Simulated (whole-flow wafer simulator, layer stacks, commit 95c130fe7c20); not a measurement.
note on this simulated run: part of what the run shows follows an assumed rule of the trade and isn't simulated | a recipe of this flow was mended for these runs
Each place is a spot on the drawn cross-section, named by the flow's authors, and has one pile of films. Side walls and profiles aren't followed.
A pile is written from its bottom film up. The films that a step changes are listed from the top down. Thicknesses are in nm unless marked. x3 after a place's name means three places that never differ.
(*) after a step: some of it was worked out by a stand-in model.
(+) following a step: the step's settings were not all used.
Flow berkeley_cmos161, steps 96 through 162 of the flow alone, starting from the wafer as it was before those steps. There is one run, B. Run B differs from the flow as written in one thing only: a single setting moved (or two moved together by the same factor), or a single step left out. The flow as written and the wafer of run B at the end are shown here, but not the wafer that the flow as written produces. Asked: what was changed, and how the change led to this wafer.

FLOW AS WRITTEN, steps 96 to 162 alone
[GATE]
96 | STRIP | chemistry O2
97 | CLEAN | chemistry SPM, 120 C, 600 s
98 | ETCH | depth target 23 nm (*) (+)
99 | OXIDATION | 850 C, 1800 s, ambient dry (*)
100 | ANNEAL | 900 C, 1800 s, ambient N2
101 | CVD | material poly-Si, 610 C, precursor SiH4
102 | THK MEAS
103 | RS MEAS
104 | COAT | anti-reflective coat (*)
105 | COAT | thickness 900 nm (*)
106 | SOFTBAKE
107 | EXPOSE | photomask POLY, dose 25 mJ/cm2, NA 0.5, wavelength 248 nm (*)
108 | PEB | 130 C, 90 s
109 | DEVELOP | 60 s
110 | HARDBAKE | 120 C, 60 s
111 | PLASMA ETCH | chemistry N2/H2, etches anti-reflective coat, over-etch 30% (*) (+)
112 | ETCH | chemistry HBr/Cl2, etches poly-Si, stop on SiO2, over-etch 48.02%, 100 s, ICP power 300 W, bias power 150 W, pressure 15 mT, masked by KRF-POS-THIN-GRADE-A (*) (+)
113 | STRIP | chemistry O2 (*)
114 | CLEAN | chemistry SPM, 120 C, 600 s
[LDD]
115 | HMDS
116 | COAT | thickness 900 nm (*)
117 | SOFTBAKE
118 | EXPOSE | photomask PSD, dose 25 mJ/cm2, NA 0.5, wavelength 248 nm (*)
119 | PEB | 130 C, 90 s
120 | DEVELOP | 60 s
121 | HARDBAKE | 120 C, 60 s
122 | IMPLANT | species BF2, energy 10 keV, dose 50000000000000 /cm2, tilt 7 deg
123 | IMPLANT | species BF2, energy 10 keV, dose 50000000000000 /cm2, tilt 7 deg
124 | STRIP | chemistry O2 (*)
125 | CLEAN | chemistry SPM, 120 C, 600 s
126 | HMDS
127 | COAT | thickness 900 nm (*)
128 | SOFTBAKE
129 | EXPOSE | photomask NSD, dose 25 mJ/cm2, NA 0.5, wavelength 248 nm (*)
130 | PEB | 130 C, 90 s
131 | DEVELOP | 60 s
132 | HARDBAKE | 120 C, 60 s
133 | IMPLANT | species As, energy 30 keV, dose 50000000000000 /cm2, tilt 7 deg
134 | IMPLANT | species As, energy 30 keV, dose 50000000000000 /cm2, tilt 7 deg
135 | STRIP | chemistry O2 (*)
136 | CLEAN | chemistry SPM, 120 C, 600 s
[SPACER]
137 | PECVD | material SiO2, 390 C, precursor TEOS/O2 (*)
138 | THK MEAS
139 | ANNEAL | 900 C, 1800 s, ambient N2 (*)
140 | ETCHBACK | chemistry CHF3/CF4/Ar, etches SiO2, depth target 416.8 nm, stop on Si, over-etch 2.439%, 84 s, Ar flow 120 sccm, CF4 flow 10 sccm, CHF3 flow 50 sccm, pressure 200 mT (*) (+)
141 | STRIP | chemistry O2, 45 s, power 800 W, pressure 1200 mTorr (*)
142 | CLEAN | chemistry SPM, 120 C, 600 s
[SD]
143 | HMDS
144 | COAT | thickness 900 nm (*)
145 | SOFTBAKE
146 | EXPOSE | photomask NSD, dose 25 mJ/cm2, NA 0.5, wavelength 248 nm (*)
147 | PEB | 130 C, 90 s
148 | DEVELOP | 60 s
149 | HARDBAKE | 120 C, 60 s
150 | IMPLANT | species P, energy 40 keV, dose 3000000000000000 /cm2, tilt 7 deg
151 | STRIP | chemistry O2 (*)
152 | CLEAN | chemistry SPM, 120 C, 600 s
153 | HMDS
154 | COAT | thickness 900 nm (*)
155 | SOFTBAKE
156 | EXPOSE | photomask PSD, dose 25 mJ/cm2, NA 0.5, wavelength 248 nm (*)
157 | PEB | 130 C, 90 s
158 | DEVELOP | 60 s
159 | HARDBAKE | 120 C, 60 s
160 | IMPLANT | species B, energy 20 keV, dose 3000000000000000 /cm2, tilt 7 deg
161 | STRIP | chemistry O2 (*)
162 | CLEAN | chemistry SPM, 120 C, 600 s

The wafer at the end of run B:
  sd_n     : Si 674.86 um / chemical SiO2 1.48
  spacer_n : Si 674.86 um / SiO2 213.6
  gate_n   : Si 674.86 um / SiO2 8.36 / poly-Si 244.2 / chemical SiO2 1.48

The reason: step 99, OXIDATION: 2160 s was run, though the flow has 1800 s.

How this came from the change, step by step:
  99 | OXIDATION | 850 C, 1800 s, ambient dry (*)
      sd_n, spacer_n, gate_n, sd_p, spacer_p, gate_p, contact, m1: SiO2 gains 8.36 (new film), Si loses 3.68 (in the flow as written it would be: SiO2 gains 7.48 (new film), Si loses 3.29)
